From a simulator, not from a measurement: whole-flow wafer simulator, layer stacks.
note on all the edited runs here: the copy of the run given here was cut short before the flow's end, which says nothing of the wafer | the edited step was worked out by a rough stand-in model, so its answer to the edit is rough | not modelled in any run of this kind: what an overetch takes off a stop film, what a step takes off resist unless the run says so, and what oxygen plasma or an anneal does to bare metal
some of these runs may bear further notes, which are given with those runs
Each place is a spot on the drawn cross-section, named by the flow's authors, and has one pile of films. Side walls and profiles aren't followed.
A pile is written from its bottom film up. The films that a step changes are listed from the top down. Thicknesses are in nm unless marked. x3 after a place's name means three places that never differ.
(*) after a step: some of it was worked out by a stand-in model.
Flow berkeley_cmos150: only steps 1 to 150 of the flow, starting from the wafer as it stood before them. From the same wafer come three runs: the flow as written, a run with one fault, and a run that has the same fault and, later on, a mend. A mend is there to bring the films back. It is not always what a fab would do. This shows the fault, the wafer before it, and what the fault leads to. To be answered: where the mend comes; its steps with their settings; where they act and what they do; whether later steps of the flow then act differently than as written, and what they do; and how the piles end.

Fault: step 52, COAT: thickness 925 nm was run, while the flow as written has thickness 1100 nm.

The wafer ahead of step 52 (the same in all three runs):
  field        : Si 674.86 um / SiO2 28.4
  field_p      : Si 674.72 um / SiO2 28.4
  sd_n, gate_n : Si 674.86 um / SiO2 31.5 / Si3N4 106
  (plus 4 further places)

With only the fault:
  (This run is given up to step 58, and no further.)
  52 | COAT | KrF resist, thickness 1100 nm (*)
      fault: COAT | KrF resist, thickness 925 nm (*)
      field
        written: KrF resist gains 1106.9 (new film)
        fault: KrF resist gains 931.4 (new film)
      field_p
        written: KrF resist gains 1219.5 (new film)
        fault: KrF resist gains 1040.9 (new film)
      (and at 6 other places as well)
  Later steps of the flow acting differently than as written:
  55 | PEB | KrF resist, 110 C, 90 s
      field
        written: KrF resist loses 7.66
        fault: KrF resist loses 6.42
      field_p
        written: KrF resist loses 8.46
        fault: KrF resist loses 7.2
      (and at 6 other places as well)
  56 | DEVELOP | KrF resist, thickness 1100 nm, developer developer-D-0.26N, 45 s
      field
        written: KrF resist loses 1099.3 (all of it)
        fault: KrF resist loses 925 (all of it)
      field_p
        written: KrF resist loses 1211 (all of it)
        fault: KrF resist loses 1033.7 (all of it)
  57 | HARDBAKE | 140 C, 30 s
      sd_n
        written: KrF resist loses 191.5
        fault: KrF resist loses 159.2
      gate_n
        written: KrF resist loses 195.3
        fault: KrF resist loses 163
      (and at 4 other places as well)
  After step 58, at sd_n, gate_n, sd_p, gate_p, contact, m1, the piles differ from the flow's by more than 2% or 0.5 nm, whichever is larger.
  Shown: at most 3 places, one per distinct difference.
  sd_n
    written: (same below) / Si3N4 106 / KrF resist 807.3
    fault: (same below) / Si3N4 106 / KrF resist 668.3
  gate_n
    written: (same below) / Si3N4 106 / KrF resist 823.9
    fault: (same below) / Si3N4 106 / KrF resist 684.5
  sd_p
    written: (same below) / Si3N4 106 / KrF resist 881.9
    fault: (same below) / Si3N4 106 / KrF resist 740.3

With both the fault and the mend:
  After step 58 comes the mend.
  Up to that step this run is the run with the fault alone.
  58a | STRIP (*)
      sd_n
        KrF resist loses 668.3 (all of it)
      gate_n
        KrF resist loses 684.5 (all of it)
      sd_p
        KrF resist loses 740.3 (all of it)
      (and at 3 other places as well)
  58b | HMDS (the flow's step 51, run once more)
      leaves every film unchanged at each place that is followed
  58c | COAT | KrF resist, thickness 1100 nm (*) (the flow's step 52, run once more)
      field
        KrF resist gains 1106.9 (new film)
      field_p
        KrF resist gains 1219.5 (new film)
      sd_n
        KrF resist gains 1019.1 (new film)
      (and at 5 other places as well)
  58d | SOFTBAKE | KrF resist (the flow's step 53, run once more)
      leaves every film unchanged at each place that is followed
  58e | EXPOSE | photomask ACTIVE, dose 18 mJ/cm2, NA 0.5, wavelength 248 nm (*) (the flow's step 54, run once more)
      leaves every film unchanged at each place that is followed
  58f | PEB | KrF resist, 110 C, 90 s (the flow's step 55, run once more)
      field
        KrF resist loses 7.66
      field_p
        KrF resist loses 8.46
      sd_n
        KrF resist loses 7.04
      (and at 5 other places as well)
  58g | DEVELOP | KrF resist, developer developer-D-0.26N, 45 s (the flow's step 56, run once more with other settings)
      sd_n, gate_n, sd_p, gate_p, contact, m1
        KrF resist loses 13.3
      field
        KrF resist loses 1099.3 (all of it)
      field_p
        KrF resist loses 1211 (all of it)
  58h | HARDBAKE | 140 C, 30 s (the flow's step 57, run once more)
      sd_n
        KrF resist loses 191.5
      gate_n
        KrF resist loses 195.3
      sd_p
        KrF resist loses 208.8
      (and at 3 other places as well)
  58i | HMDS (the flow's step 58, run once more)
      leaves every film unchanged at each place that is followed
  Every later step of the flow that is run acts as written at every place that is followed.
  The piles end the same as the flow's at every place that both follow.
